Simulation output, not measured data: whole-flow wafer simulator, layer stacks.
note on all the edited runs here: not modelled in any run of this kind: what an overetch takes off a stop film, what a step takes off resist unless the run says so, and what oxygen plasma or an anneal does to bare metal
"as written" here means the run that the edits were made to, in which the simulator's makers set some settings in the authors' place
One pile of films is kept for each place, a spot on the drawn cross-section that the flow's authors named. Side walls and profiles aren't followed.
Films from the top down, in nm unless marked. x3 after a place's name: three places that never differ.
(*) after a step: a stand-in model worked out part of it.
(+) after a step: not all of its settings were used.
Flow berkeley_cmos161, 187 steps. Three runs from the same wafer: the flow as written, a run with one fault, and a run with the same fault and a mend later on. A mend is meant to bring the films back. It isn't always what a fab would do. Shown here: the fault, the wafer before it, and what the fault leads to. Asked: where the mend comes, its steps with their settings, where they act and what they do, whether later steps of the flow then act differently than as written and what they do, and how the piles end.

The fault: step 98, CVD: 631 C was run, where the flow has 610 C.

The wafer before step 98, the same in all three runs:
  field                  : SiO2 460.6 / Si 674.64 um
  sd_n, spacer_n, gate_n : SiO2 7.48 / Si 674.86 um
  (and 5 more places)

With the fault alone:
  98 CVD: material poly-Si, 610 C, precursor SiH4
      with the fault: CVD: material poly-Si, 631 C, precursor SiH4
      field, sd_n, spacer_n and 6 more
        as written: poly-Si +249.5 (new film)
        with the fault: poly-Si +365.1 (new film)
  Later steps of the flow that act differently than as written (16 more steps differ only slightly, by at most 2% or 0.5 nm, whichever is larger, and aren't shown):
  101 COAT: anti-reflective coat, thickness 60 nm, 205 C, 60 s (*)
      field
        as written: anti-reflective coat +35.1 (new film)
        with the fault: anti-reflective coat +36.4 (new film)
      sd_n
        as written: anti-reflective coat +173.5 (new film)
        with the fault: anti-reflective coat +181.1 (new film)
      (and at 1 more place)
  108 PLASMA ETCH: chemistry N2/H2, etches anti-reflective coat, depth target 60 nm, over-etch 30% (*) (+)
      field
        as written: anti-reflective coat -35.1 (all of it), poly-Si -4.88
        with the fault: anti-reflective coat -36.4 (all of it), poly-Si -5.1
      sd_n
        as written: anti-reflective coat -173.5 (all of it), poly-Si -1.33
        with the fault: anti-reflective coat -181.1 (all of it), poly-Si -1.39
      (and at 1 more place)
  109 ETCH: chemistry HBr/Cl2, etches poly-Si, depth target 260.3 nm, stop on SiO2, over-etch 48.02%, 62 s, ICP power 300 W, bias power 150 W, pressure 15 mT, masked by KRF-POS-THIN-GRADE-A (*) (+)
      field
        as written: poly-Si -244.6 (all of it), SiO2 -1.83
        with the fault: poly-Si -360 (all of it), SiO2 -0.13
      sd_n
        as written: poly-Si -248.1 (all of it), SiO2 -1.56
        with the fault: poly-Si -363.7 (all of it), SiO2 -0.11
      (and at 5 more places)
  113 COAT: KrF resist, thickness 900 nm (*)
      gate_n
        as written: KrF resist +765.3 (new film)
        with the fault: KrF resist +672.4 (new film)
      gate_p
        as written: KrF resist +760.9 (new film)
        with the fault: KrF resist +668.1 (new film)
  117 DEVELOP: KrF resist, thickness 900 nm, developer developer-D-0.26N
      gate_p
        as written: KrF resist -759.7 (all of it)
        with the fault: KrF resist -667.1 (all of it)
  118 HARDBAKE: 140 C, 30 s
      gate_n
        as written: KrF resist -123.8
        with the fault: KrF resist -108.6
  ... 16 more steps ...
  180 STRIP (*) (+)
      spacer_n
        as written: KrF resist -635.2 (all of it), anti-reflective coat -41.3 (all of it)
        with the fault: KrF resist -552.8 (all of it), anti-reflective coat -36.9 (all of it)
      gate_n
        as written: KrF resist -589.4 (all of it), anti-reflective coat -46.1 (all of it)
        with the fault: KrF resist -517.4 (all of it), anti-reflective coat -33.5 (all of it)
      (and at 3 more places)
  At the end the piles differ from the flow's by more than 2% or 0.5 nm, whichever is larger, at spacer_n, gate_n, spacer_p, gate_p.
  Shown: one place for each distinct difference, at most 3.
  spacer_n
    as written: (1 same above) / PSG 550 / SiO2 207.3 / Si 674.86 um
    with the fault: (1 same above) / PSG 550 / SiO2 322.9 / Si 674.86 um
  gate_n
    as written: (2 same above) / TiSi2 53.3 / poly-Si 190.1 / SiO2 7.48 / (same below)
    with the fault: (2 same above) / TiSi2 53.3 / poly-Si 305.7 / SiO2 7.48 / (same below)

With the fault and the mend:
  The mend comes after step 100.
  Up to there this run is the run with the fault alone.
  100a ETCH: chemistry tmah, depth target 115.6 nm
      field, sd_n, spacer_n and 6 more
        poly-Si -115.6
  No later step of the flow acts differently than as written, at any place that is followed, by more than 2% or 0.5 nm, whichever is larger.
  At the end the piles differ from the flow's only slightly at the places that both follow, by at most 2% or 0.5 nm, whichever is larger.
